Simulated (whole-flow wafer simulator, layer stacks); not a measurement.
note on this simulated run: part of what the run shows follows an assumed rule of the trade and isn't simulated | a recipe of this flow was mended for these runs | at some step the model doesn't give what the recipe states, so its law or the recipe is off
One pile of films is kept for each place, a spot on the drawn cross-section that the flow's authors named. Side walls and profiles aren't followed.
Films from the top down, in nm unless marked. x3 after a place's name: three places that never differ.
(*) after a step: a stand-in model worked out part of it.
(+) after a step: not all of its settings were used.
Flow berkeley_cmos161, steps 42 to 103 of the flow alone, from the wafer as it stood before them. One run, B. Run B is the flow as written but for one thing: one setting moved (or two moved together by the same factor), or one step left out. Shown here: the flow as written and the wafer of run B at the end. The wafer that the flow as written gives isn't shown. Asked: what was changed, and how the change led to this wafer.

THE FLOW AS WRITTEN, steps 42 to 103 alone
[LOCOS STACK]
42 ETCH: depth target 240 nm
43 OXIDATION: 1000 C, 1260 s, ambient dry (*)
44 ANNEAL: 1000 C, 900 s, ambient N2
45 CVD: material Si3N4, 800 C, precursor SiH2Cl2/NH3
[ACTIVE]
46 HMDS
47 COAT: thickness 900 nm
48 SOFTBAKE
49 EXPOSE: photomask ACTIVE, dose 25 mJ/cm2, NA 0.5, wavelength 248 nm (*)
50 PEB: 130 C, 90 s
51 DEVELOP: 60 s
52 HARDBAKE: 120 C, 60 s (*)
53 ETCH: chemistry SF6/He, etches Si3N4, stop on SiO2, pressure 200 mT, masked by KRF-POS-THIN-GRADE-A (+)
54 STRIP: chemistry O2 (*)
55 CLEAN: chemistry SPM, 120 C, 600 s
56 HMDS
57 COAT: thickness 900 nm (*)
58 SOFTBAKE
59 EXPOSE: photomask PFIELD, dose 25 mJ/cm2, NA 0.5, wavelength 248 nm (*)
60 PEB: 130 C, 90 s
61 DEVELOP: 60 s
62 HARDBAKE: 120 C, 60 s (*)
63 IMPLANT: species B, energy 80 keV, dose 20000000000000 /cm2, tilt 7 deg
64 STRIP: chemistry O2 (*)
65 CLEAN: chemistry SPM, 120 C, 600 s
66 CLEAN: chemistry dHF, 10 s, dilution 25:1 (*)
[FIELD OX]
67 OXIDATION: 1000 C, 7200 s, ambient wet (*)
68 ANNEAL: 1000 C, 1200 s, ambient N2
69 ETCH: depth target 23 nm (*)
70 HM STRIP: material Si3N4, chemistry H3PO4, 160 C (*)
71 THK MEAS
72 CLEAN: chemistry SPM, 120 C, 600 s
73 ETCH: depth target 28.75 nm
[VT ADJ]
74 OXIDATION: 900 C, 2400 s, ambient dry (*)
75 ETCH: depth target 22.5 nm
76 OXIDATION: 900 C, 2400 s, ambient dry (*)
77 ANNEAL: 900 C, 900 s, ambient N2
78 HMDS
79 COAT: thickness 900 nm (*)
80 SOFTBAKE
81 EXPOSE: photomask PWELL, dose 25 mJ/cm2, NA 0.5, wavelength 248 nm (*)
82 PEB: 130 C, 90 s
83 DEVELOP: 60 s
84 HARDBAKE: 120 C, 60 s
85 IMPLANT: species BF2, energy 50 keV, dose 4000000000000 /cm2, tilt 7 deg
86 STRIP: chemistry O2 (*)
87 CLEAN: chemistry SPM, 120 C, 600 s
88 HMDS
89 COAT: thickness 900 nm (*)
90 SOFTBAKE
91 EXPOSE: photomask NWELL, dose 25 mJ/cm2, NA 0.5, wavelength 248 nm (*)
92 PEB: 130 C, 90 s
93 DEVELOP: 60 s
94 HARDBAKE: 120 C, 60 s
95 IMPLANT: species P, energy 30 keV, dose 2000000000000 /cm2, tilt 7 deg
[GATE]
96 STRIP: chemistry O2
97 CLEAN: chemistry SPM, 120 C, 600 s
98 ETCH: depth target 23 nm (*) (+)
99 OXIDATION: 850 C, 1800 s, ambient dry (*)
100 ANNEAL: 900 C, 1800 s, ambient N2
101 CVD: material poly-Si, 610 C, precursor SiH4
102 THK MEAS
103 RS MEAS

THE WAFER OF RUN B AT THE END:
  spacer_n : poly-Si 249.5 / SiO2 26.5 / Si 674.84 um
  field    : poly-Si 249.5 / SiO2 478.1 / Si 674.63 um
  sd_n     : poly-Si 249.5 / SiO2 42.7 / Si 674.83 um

The cause: step 43, OXIDATION: 1188 C was run, where the flow has 1000 C.

How the change led to this, step by step:
  43 OXIDATION: 1000 C, 1260 s, ambient dry (*)
      field, sd_n, spacer_n and 6 more: SiO2 +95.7 (new film), Si -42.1 (as written it would be: SiO2 +26.6 (new film), Si -11.7)
  67 OXIDATION: 1000 C, 7200 s, ambient wet (*)
      gate_n, gate_p, m1: SiO2 +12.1 (new film), Si3N4 -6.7, SiO2 +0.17 (as written it would be: SiO2 +12.1 (new film), Si3N4 -6.7)
      spacer_n, spacer_p: SiO2 +12.1 (new film), Si3N4 -6.7, SiO2 +0.23, Si -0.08 (as written it would be: SiO2 +12.1 (new film), Si3N4 -6.7)
      (and at 4 more places)
  73 ETCH: depth target 28.75 nm
      gate_n, gate_p, contact, m1: SiO2 -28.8 (as written it would be: SiO2 -17.9 (all of it))
      sd_n, sd_p: SiO2 -28.8 (as written it would be: SiO2 -18.1 (all of it))
      (and at 2 more places)
  74 OXIDATION: 900 C, 2400 s, ambient dry (*)
      gate_n, gate_p, m1: SiO2 +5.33, Si -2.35 (as written it would be: SiO2 +14.9 (new film), Si -6.57)
      spacer_n, spacer_p: SiO2 +5.33, Si -2.34 (as written it would be: SiO2 +14.9 (new film), Si -6.57)
      (and at 3 more places)
  75 ETCH: depth target 22.5 nm
      sd_n, spacer_n, gate_n, sd_p, spacer_p, gate_p, contact, m1: SiO2 -22.5 (as written it would be: SiO2 -14.9 (all of it))
  76 OXIDATION: 900 C, 2400 s, ambient dry (*)
      spacer_n, gate_n, spacer_p, gate_p, m1: SiO2 +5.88, Si -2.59 (as written it would be: SiO2 +14.9 (new film), Si -6.57)
      sd_n: SiO2 +5.33, Si -2.35 (as written it would be: SiO2 +14.9 (new film), Si -6.57)
      (and at 2 more places)
  98 ETCH: depth target 23 nm (*) (+)
      sd_n, spacer_n, gate_n, sd_p, spacer_p, gate_p, contact, m1: SiO2 -23 (as written it would be: SiO2 -14.9 (all of it))
  99 OXIDATION: 850 C, 1800 s, ambient dry (*)
      gate_n, gate_p, m1: SiO2 +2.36, Si -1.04 (as written it would be: SiO2 +7.48 (new film), Si -3.29)
      sd_n, sd_p: SiO2 +1.95, Si -0.86 (as written it would be: SiO2 +7.48 (new film), Si -3.29)
      (and at 3 more places)
